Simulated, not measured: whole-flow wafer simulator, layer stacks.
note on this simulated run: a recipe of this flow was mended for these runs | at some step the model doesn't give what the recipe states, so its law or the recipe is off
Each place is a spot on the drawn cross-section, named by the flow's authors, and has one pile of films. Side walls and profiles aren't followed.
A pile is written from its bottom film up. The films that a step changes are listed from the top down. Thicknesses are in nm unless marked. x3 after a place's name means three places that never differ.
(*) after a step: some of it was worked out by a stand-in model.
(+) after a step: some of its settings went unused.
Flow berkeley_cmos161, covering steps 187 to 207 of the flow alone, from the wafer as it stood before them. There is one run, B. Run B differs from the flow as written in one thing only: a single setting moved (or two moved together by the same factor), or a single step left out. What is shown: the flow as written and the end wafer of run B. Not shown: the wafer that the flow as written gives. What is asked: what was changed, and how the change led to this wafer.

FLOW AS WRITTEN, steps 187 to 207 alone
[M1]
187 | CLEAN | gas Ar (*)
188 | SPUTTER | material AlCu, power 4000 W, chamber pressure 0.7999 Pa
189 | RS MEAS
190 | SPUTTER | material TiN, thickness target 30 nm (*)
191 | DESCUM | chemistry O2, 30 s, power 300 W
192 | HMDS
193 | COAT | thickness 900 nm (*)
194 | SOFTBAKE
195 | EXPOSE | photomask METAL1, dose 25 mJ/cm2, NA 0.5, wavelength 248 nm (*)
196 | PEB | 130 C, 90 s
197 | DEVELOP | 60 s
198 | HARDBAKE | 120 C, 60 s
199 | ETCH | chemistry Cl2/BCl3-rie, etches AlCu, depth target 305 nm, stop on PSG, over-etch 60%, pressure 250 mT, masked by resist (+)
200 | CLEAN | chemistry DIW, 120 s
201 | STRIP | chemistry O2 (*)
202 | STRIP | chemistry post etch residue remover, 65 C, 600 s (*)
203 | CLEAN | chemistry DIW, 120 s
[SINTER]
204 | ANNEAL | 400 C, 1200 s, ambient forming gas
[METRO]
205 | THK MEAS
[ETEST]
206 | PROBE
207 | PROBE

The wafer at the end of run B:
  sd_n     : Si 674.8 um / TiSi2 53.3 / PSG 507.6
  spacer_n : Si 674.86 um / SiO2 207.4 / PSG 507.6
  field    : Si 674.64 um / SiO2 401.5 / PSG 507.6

What caused this: step 199, ETCH: depth target 376 nm was run, whereas the flow has depth target 305 nm.

The path from the change to this, step by step:
  199 | ETCH | chemistry Cl2/BCl3-rie, etches AlCu, depth target 305 nm, stop on PSG, over-etch 60%, pressure 250 mT, masked by resist (+)
      field, sd_n, spacer_n, gate_n, spacer_p, gate_p: TiN loses 30 (all of it), AlCu loses 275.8 (all of it), PSG loses 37 (it would be, as written: TiN loses 30 (all of it), AlCu loses 275.8 (all of it), PSG loses 22.8)
      contact, m1: KrF-resist loses 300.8 (it would be, as written: KrF-resist loses 244)
      (as well as at 1 more place)
  201 | STRIP | chemistry O2 (*)
      contact: KrF-resist loses 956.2 (all of it) (it would be, as written: KrF-resist loses 1013 (all of it))
      m1: KrF-resist loses 480.7 (all of it) (it would be, as written: KrF-resist loses 537.5 (all of it))
